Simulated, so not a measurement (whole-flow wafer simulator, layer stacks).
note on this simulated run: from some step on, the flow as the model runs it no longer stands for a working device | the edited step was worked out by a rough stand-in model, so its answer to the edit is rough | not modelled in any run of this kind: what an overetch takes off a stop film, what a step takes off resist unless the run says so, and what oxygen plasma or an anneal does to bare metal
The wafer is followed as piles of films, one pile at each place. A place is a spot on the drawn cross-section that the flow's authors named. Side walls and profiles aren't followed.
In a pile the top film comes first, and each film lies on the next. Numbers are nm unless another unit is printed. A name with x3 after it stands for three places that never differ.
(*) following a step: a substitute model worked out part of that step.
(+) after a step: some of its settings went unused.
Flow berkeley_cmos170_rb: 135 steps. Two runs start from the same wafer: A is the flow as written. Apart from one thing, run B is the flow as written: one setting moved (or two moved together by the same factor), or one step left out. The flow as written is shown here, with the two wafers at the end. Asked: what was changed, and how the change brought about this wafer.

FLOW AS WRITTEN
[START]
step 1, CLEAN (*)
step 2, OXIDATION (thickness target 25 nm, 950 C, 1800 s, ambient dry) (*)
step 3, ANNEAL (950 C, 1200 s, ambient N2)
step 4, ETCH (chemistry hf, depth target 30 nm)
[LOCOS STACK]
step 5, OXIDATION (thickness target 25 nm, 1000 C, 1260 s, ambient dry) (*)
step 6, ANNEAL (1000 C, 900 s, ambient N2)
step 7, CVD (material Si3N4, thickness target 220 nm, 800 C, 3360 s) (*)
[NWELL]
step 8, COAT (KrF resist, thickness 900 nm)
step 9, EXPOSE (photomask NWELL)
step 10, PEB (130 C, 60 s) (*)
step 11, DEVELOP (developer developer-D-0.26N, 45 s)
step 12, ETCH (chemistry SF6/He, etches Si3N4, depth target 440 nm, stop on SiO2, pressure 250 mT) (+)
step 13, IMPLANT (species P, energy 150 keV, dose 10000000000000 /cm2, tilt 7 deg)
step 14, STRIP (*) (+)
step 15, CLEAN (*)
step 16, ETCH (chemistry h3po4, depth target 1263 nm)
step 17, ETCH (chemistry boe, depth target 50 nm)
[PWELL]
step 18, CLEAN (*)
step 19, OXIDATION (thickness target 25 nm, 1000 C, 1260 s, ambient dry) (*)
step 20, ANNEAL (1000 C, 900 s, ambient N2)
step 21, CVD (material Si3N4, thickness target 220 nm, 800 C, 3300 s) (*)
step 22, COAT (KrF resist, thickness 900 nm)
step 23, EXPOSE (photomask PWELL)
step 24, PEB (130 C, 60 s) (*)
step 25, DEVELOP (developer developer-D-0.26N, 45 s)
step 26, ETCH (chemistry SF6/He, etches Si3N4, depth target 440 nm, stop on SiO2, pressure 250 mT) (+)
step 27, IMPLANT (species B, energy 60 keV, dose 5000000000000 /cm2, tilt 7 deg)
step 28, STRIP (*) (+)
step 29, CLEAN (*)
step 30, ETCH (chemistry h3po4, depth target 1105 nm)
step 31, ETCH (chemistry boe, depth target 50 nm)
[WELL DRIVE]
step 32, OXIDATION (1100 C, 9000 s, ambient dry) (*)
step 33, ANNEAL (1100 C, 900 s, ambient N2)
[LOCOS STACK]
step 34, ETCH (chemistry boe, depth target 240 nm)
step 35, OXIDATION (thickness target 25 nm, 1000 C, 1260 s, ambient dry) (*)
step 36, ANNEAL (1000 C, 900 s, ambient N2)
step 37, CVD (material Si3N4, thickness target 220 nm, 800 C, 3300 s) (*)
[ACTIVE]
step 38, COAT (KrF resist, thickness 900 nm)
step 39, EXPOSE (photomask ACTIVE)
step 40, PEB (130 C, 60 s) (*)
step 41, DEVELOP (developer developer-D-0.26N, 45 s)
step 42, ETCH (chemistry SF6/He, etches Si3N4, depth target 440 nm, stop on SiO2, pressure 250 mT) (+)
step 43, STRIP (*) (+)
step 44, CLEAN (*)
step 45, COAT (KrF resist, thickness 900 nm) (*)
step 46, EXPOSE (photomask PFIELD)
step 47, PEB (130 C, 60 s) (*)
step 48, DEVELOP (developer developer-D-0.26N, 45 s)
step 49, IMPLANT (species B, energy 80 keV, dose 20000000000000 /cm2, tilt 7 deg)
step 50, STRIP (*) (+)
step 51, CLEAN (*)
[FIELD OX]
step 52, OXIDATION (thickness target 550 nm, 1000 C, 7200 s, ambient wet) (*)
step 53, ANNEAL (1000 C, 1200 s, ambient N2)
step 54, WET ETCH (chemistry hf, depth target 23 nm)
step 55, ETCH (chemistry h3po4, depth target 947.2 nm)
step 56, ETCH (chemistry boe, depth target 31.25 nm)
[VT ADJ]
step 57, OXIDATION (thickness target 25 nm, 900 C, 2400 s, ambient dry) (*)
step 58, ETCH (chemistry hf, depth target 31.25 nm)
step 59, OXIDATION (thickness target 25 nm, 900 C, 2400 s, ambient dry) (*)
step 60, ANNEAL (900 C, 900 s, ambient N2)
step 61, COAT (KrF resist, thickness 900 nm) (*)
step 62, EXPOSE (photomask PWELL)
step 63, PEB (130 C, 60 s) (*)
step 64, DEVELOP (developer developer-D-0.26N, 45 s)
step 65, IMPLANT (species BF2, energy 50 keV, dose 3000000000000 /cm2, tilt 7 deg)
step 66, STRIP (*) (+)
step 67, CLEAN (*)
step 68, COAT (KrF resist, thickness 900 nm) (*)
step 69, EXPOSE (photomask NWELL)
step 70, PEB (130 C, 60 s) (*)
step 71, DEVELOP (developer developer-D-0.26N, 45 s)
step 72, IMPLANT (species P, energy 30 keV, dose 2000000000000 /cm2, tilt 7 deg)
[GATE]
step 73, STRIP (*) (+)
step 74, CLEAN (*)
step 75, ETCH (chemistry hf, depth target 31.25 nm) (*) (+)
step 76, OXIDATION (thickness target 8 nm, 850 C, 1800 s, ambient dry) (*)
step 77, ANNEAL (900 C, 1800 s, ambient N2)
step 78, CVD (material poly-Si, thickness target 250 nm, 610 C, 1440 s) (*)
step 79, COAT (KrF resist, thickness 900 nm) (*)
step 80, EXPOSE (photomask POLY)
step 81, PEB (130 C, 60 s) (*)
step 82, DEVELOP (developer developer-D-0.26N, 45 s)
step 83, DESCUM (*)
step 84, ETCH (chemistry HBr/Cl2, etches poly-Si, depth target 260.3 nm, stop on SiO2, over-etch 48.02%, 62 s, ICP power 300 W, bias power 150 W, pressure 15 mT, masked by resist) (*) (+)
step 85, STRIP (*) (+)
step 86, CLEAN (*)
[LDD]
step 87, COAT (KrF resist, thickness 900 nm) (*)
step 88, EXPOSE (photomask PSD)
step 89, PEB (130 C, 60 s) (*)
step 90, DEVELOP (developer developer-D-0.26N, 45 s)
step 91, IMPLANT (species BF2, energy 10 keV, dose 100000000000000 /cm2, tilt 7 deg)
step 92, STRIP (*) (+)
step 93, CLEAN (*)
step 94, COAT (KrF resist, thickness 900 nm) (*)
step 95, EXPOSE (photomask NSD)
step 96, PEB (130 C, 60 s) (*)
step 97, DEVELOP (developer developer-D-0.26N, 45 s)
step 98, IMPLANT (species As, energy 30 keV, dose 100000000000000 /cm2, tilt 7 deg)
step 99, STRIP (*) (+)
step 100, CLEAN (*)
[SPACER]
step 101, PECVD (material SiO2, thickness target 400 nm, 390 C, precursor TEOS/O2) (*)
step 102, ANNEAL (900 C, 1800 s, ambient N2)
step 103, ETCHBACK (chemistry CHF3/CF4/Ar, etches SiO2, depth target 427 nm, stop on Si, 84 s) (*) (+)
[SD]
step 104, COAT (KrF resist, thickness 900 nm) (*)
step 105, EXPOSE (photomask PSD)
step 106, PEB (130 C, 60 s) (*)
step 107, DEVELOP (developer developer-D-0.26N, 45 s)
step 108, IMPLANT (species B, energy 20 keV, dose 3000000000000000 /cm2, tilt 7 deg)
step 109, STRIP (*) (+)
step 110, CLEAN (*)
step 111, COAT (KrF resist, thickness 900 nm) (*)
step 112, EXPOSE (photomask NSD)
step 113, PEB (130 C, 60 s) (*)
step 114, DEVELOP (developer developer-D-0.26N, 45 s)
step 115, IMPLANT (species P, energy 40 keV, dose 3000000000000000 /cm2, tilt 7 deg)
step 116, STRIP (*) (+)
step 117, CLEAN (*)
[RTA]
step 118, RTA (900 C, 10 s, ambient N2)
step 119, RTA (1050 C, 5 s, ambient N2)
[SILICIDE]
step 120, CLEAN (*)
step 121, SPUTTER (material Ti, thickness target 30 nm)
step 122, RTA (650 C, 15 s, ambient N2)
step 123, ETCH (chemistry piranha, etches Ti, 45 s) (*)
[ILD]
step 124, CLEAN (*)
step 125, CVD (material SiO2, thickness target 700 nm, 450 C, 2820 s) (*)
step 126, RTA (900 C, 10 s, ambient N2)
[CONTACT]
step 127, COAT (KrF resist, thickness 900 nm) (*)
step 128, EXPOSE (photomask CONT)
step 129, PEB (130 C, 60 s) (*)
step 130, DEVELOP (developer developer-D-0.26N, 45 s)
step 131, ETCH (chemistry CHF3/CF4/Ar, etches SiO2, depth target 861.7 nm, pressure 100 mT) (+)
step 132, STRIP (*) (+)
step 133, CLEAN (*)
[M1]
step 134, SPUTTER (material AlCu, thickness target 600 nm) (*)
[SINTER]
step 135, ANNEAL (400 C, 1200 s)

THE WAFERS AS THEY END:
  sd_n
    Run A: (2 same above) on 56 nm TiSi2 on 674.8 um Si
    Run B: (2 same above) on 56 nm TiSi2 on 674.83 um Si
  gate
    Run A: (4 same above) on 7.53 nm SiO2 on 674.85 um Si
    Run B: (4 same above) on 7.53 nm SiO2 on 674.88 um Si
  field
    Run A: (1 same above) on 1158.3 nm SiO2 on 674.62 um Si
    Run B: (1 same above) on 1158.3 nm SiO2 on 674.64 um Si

What caused this: step 32, OXIDATION: 1045 C was run, whereas the flow has 1100 C.

How this came from the change, step by step:
  step 32, OXIDATION (1100 C, 9000 s, ambient dry) (*)
      field, sd_n, spacer_n and 6 more: A +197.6 SiO2 (new film), -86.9 Si | B +133.6 SiO2 (new film), -58.8 Si
  step 34, ETCH (chemistry boe, depth target 240 nm)
      field, sd_n, spacer_n and 6 more: A -197.6 SiO2 (all of it) | B -133.6 SiO2 (all of it)
